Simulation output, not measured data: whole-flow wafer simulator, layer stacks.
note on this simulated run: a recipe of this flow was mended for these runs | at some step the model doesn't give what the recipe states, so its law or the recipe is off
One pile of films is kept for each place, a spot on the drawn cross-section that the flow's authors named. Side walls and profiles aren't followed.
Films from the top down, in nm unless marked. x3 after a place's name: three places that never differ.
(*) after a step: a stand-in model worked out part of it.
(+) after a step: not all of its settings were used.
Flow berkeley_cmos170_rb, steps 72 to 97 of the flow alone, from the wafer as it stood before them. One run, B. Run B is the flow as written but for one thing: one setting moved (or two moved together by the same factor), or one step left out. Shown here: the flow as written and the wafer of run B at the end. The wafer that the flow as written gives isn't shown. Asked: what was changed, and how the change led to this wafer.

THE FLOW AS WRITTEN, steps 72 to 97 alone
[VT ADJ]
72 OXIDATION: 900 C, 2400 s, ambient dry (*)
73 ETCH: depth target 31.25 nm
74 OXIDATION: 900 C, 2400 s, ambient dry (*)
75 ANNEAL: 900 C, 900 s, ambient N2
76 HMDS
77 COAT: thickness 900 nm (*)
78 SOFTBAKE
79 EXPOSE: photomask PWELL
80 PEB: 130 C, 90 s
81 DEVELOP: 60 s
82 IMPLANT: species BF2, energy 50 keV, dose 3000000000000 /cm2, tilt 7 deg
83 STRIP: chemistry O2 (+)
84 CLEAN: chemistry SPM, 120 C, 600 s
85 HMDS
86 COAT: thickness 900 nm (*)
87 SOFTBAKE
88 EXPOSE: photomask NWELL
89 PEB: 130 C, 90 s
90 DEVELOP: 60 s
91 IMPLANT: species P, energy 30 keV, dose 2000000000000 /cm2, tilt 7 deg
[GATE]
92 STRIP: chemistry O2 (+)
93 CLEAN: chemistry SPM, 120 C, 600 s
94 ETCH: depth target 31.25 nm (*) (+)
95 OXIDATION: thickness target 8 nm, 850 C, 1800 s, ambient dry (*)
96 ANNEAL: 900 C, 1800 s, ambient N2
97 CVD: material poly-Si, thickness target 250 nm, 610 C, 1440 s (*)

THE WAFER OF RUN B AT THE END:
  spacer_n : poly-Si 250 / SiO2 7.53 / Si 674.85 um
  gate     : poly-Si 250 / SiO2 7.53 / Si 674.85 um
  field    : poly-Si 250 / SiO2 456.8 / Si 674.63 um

The cause: step 73, ETCH: depth target 6.25 nm was run, where the flow has depth target 31.25 nm.

How the change led to this, step by step:
  73 ETCH: depth target 31.25 nm
      sd_n, spacer_n, gate, sd_p, spacer_p, gate_p, contact, m1: SiO2 -6.25 (as written it would be: SiO2 -15 (all of it))
      field: SiO2 -6.25 (as written it would be: SiO2 -31.2)
  74 OXIDATION: 900 C, 2400 s, ambient dry (*)
      sd_n, spacer_n, gate, sd_p, spacer_p, gate_p, contact, m1: SiO2 +10, Si -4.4 (as written it would be: SiO2 +15 (new film), Si -6.62)
  94 ETCH: depth target 31.25 nm (*) (+)
      sd_n, spacer_n, gate, sd_p, spacer_p, gate_p, contact, m1: SiO2 -18.8 (all of it) (as written it would be: SiO2 -15 (all of it))
